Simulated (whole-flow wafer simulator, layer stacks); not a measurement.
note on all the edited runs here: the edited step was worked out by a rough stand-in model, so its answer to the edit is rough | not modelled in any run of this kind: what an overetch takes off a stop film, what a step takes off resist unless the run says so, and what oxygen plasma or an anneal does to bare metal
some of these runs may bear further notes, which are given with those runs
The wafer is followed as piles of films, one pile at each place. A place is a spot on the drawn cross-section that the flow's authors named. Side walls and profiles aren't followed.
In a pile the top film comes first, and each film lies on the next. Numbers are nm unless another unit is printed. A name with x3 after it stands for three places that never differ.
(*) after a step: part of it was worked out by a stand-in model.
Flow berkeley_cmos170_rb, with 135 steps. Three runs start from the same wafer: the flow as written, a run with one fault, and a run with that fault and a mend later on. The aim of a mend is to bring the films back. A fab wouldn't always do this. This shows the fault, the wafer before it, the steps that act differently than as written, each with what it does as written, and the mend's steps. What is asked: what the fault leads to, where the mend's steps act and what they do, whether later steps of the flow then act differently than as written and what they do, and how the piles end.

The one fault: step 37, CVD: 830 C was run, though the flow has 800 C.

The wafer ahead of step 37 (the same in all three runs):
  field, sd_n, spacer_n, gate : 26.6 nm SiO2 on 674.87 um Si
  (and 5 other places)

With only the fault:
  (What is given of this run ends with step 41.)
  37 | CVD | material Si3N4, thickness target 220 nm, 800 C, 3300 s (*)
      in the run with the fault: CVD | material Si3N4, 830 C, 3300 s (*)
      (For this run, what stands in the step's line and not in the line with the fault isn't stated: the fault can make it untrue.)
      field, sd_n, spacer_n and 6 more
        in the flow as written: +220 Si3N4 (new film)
        in the run with the fault: +312.6 Si3N4 (new film)
  None of the later steps of the flow up to step 41 acts differently than as written at any place that is followed.
  The piles after step 41 differ from the flow's at field, sd_n, spacer_n and 6 more by more than 2% or 0.5 nm, whichever is larger.
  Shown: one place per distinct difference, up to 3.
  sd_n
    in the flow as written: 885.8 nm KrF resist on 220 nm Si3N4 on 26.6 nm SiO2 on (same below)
    in the run with the fault: 885.8 nm KrF resist on 312.6 nm Si3N4 on 26.6 nm SiO2 on (same below)
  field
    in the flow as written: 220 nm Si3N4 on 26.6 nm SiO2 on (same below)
    in the run with the fault: 312.6 nm Si3N4 on 26.6 nm SiO2 on (same below)

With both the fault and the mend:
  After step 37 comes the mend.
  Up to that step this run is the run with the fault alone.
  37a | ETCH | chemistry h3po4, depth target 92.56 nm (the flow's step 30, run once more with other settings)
      field, sd_n, spacer_n and 6 more
        -92.6 Si3N4
  None of the later steps of the flow acts differently than as written at any place that is followed.
  At every place that both follow, the piles at the end match the flow's.
